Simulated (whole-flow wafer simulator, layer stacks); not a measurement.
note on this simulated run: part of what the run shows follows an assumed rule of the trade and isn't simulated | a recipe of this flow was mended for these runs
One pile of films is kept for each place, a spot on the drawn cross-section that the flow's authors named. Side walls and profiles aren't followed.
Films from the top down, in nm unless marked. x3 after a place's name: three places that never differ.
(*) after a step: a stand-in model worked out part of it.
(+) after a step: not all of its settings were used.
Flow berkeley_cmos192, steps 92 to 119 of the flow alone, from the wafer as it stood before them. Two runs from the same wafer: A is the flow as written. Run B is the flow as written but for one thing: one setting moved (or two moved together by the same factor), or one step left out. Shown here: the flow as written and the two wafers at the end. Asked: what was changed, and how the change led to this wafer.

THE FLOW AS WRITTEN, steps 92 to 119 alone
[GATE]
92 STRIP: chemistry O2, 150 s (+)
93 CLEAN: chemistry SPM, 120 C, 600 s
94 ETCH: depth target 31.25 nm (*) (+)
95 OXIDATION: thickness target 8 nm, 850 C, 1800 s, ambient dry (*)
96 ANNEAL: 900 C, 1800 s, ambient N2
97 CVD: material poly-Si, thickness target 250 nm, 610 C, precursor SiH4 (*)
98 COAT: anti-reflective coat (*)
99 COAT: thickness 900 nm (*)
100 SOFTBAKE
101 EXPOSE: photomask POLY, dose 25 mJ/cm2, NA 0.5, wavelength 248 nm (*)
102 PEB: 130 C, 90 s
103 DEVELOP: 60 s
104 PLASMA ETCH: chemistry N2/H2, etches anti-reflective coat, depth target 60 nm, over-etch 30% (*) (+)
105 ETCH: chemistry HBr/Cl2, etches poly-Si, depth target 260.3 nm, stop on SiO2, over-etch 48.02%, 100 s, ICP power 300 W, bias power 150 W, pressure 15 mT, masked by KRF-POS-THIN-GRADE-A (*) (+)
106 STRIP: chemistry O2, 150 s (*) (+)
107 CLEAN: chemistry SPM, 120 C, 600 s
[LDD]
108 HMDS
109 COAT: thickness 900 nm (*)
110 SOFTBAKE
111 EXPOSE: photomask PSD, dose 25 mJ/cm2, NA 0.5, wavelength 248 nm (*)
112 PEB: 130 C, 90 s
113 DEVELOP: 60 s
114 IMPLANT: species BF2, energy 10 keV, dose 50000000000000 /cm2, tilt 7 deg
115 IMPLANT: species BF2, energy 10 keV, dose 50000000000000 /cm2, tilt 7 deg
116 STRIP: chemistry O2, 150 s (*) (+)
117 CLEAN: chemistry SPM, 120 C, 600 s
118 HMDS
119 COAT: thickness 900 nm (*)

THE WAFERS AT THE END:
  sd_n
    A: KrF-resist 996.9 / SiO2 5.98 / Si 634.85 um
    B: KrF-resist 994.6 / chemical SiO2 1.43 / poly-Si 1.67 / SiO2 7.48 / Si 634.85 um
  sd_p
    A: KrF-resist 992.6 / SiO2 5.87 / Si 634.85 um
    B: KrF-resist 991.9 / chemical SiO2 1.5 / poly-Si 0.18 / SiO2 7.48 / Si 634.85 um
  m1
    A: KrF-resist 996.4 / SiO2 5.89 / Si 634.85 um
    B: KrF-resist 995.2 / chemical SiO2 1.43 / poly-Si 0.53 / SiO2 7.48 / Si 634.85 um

The cause: step 105, ETCH: depth target 166.6 nm was run, where the flow has depth target 260.3 nm; step 105, ETCH: 64 s was run, where the flow has 100 s.

How the change led to this, step by step:
  105 ETCH: chemistry HBr/Cl2, etches poly-Si, depth target 260.3 nm, stop on SiO2, over-etch 48.02%, 100 s, ICP power 300 W, bias power 150 W, pressure 15 mT, masked by KRF-POS-THIN-GRADE-A (*) (+)
      spacer_n, spacer_p: A poly-Si -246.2 (all of it), SiO2 -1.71 | B poly-Si -246.2 (all of it)
      field: A poly-Si -246.1 (all of it), SiO2 -1.71 | B poly-Si -246.1 (all of it)
      (and at 6 more places)
  106 STRIP: chemistry O2, 150 s (*) (+)
      sd_n, sd_p, m1: A nothing | B chemical SiO2 +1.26 (new film), poly-Si -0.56
      gate: A chemical SiO2 +1.16 (new film), KrF-resist -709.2 (all of it), anti-reflective coat -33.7 (all of it), poly-Si -0.51 | B chemical SiO2 +1.16 (new film), KrF-resist -755.4 (all of it), anti-reflective coat -33.7 (all of it), poly-Si -0.51
      (and at 1 more place)
